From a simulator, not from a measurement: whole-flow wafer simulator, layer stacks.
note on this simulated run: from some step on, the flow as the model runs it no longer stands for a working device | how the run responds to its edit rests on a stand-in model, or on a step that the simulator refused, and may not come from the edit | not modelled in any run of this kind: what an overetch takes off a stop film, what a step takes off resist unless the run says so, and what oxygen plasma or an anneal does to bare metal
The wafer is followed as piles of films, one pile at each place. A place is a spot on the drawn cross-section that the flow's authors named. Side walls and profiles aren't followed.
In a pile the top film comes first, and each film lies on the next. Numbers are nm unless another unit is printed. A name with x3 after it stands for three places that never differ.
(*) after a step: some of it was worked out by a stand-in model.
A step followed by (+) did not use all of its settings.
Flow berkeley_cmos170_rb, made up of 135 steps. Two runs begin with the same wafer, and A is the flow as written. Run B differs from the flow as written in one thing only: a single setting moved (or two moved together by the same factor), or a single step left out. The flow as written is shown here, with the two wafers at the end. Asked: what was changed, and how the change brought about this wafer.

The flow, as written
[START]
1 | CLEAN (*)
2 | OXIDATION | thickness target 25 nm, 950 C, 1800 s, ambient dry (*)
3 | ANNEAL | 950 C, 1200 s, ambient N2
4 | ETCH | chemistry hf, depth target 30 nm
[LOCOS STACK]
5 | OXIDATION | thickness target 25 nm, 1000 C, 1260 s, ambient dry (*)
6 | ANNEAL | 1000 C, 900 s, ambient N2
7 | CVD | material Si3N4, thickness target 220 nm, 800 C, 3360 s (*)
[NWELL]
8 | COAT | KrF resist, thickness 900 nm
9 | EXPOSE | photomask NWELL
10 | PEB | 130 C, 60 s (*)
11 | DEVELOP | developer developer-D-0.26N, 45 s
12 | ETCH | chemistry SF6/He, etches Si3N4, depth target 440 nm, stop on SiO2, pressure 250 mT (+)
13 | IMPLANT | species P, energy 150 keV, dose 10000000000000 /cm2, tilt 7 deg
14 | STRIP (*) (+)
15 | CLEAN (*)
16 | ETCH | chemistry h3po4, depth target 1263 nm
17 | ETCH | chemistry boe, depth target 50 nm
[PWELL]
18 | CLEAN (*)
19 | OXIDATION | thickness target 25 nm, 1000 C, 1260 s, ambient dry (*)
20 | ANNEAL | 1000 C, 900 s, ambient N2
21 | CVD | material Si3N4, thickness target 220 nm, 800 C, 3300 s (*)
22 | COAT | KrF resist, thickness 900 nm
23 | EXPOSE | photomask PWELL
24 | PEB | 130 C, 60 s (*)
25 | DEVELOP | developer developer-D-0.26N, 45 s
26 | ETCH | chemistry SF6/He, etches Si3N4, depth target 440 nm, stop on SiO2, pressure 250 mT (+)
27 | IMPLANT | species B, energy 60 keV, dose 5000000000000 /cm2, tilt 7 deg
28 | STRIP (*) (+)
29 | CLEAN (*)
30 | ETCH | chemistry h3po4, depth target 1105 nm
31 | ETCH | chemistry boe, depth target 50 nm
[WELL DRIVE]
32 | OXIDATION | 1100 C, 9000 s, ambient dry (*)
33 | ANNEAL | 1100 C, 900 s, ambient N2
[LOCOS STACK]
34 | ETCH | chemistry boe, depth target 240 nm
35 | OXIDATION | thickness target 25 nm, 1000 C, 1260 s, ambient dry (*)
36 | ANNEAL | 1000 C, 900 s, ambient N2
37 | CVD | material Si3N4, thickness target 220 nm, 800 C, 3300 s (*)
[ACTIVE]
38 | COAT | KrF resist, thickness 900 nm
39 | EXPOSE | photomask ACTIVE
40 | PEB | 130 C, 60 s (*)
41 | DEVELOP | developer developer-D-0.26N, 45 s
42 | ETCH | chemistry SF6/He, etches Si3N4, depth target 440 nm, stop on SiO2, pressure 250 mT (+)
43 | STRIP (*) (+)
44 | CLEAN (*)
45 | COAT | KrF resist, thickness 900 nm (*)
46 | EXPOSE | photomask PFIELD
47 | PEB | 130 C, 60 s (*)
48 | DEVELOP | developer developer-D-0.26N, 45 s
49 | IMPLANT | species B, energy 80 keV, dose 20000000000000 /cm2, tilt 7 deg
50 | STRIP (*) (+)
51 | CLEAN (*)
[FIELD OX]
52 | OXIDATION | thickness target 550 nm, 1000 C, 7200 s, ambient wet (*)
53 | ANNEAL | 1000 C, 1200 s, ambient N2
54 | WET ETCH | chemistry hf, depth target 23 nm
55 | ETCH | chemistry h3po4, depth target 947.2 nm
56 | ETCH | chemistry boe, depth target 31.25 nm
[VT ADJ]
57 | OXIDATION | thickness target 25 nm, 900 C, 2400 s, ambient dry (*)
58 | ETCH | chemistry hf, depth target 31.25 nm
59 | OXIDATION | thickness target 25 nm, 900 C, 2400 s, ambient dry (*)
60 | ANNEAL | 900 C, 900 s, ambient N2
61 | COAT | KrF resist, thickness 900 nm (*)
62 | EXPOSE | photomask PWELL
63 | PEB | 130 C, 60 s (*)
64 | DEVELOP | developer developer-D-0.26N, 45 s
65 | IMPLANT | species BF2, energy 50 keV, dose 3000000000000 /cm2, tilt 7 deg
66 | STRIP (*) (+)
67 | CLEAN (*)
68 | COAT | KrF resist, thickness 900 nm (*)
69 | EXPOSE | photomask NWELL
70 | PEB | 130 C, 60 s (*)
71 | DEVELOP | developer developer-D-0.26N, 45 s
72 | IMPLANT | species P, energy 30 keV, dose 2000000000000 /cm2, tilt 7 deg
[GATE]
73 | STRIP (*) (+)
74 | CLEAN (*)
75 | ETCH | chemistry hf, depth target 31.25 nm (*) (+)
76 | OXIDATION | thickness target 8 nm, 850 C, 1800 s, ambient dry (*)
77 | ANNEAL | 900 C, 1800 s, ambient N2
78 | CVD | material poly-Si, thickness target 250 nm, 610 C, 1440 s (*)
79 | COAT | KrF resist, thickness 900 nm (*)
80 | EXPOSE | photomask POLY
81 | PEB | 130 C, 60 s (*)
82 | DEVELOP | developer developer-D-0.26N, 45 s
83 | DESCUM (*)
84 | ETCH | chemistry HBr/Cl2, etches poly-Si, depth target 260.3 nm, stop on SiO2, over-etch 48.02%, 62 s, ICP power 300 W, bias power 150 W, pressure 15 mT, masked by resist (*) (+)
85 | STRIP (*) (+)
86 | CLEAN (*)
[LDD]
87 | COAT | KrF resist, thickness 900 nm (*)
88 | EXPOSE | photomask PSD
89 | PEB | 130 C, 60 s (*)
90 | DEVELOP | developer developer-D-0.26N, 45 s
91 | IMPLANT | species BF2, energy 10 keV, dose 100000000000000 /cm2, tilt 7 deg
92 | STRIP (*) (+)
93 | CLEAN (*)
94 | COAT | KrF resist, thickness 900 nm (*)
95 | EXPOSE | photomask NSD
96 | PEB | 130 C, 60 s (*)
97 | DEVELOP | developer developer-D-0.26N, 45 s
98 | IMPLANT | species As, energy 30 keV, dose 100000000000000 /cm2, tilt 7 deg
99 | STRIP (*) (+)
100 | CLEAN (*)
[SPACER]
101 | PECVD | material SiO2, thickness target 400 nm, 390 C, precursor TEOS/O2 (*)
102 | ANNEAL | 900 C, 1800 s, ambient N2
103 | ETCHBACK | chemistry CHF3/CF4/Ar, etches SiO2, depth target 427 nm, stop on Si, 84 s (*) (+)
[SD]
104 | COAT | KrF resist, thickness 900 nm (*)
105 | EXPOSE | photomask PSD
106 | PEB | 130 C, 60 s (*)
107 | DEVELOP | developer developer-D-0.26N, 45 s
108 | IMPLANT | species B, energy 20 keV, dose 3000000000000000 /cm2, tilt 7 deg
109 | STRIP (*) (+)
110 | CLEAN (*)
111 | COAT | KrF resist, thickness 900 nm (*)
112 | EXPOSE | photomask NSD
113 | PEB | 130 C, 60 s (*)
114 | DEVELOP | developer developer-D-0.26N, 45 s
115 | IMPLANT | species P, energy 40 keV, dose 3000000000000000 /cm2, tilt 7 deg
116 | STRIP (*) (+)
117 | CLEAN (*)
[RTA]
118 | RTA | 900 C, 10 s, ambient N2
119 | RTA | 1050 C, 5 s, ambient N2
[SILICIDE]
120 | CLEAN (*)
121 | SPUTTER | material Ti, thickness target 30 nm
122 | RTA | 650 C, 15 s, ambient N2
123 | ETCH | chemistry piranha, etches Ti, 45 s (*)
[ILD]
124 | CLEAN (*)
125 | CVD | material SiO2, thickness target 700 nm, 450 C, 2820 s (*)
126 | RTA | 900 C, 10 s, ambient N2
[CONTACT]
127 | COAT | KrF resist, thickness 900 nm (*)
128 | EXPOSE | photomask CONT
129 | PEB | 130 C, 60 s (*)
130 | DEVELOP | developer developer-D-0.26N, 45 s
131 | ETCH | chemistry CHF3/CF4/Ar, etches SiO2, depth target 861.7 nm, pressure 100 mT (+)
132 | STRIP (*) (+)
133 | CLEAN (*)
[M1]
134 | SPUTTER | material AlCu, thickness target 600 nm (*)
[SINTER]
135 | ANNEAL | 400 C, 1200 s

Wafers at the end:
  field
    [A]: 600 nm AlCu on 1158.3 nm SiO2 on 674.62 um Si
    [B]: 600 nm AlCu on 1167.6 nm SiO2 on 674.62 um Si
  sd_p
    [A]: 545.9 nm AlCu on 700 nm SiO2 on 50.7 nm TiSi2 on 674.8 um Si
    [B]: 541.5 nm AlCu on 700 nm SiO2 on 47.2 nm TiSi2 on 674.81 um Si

What caused this: step 58, ETCH: depth target 21.88 nm was run, while the flow as written has depth target 31.25 nm.

How this came from the change, step by step:
  58 | ETCH | chemistry hf, depth target 31.25 nm
      field: A SiO2 loses 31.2 | B SiO2 loses 21.9
  121 | SPUTTER | material Ti, thickness target 30 nm
      sd_p: A Ti gains 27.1 (new film) | B Ti gains 25.3 (new film)
  122 | RTA | 650 C, 15 s, ambient N2
      sd_p: A Ti loses 21.1, TiSi first gains 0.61 (new film), TiSi2 C49 gains 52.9 (new film), Si loses 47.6 | B Ti loses 19.7, TiSi2 C49 gains 50.1 (new film), Si loses 44.7
  126 | RTA | 900 C, 10 s, ambient N2
      sd_p: A under 1 film: TiSi2 gains 50.7 (new film), TiSi first loses 0.61 (all of it), TiSi2 C49 loses 52.9 (all of it), Si loses 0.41 | B under 1 film: TiSi2 gains 47.2 (new film), TiSi2 C49 loses 50.1 (all of it)
